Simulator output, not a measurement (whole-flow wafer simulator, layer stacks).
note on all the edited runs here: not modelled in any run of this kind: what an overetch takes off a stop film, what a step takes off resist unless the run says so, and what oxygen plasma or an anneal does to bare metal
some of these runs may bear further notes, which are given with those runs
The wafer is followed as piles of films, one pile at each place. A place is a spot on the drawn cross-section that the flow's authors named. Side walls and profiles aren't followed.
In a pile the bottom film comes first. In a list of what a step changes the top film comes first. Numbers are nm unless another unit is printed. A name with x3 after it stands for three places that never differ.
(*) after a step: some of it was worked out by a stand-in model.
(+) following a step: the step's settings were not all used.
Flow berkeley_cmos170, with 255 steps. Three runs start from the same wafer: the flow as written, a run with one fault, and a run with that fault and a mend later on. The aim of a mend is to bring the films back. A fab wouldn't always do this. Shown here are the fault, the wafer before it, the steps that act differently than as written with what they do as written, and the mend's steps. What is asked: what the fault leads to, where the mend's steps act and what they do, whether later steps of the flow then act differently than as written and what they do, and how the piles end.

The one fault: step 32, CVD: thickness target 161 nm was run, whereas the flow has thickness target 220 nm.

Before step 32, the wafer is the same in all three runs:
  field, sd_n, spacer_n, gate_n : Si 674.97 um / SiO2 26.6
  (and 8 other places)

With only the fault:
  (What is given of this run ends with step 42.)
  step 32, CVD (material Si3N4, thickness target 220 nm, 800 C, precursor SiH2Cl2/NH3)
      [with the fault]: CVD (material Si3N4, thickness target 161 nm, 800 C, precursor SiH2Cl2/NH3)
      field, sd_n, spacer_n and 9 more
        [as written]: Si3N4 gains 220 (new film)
        [with the fault]: Si3N4 gains 161 (new film)
  Later steps of the flow acting differently than as written:
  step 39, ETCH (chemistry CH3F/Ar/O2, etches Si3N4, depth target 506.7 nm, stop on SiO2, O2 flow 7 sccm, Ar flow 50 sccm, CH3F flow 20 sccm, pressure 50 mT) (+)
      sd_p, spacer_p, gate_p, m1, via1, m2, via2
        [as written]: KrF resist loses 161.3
        [with the fault]: KrF resist loses 122
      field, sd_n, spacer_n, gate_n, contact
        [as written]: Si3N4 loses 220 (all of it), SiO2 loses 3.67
        [with the fault]: Si3N4 loses 161 (all of it), SiO2 loses 3.67
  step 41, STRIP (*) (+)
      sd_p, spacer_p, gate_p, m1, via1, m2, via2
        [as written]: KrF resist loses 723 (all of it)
        [with the fault]: KrF resist loses 762.4 (all of it)
  Once step 42 is done, the piles at sd_p, spacer_p, gate_p, m1, via1, m2, via2 depart from the flow's by more than 2% or 0.5 nm, whichever is larger.
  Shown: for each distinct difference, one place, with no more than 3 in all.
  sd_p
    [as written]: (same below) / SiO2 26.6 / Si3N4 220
    [with the fault]: (same below) / SiO2 26.6 / Si3N4 161

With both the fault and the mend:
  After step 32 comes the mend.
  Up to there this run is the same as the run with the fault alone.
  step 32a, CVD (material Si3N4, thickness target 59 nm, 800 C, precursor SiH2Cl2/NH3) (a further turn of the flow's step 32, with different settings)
      field, sd_n, spacer_n and 9 more
        Si3N4 gains 59
  Every later step of the flow that is run acts as written at every place that is followed.
  At every place that both follow, the piles at the end match the flow's.
